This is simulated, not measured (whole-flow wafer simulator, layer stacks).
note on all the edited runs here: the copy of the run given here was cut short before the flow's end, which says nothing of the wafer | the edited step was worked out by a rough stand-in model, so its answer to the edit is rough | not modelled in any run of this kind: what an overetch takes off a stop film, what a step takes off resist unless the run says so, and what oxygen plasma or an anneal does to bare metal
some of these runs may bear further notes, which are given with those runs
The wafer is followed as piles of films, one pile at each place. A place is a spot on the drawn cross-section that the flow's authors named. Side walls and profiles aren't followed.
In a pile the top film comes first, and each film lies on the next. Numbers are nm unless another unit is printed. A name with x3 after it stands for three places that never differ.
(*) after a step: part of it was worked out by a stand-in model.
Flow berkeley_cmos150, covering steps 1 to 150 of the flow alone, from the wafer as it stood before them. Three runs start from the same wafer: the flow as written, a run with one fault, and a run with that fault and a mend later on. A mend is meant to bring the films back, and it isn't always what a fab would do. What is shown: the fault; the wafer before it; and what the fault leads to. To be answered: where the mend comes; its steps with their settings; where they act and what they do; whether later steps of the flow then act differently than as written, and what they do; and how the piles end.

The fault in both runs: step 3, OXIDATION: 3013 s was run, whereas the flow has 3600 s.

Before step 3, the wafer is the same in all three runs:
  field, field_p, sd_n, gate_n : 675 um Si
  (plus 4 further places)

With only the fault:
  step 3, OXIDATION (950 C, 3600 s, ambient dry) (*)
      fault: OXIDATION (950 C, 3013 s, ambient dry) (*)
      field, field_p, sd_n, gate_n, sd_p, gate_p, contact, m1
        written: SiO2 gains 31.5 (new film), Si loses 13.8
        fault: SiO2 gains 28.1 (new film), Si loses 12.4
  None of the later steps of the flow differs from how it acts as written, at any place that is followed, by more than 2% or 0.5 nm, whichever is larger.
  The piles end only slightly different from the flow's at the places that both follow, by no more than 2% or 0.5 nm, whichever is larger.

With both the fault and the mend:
  After step 4 comes the mend.
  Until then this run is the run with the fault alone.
  step 4a, OXIDATION (950 C, 530 s, ambient dry) (*) (the flow's step 3 again, with other settings)
      field, field_p, sd_n, gate_n, sd_p, gate_p, contact, m1
        SiO2 gains 3.4, Si loses 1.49
  None of the later steps of the flow acts differently than as written at any place that is followed.
  The piles end the same as the flow's at every place that both follow.
